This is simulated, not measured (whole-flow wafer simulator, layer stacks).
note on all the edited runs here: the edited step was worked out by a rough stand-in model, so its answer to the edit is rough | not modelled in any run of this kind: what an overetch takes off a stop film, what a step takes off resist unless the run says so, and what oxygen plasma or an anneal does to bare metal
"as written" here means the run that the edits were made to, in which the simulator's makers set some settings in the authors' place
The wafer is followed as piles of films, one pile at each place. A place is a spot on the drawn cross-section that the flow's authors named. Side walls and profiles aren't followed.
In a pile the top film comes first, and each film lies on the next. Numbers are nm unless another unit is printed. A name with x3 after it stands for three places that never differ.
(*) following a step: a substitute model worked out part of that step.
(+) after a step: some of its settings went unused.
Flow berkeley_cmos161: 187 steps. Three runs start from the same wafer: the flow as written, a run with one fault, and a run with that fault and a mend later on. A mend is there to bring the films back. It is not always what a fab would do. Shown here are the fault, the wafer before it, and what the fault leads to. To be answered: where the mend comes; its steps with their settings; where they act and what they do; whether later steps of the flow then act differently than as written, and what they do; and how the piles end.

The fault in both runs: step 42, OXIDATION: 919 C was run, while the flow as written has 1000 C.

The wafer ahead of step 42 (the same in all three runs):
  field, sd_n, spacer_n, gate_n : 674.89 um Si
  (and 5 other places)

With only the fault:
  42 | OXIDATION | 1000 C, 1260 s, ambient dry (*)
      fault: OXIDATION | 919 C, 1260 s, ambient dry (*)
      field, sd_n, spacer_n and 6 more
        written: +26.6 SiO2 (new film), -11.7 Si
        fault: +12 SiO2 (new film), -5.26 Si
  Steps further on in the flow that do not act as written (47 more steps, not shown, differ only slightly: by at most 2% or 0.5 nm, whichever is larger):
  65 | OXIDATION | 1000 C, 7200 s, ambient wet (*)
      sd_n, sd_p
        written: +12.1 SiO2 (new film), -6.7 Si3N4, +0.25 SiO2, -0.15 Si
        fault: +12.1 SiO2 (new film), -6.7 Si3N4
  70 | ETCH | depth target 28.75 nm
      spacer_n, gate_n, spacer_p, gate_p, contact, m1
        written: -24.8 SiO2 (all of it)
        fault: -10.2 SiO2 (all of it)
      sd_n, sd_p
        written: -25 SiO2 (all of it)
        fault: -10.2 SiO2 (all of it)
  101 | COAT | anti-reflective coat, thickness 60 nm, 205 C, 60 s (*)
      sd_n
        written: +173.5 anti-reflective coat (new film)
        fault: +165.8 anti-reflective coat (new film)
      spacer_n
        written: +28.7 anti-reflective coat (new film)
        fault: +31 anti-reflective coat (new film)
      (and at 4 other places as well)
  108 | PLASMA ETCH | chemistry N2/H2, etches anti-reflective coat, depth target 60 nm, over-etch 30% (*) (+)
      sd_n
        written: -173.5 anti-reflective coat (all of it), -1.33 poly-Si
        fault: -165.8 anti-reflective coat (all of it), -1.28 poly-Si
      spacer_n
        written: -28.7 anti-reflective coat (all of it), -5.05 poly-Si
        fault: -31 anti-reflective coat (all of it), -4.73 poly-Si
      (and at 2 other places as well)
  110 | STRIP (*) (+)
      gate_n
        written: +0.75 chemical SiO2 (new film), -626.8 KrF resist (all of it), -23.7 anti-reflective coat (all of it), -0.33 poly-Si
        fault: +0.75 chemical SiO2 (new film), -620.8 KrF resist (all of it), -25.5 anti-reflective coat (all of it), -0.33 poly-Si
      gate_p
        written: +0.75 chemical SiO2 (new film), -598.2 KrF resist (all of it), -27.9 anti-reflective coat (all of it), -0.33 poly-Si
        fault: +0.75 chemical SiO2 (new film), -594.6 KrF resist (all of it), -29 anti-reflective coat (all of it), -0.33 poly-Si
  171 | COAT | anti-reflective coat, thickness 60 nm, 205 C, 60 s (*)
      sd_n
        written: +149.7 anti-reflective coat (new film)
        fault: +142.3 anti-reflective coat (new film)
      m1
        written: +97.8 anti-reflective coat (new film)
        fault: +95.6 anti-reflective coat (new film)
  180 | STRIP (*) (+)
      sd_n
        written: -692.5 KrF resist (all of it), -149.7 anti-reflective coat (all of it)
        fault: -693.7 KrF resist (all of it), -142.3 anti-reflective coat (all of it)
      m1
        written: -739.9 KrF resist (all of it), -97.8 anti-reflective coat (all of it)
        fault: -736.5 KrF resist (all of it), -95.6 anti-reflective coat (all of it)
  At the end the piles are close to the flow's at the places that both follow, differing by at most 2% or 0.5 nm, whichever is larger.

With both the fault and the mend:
  The mend stands after step 43.
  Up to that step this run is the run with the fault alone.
  43a | OXIDATION | 1000 C, 839 s, ambient dry (*) (a further turn of the flow's step 42, with different settings)
      field, sd_n, spacer_n and 6 more
        +14.6 SiO2, -6.43 Si
  Later steps of the flow that are run all act as written at every place that is followed, up to a difference of at most 2% or 0.5 nm, whichever is larger.
  By the end, the piles equal the flow's at every place that both follow.
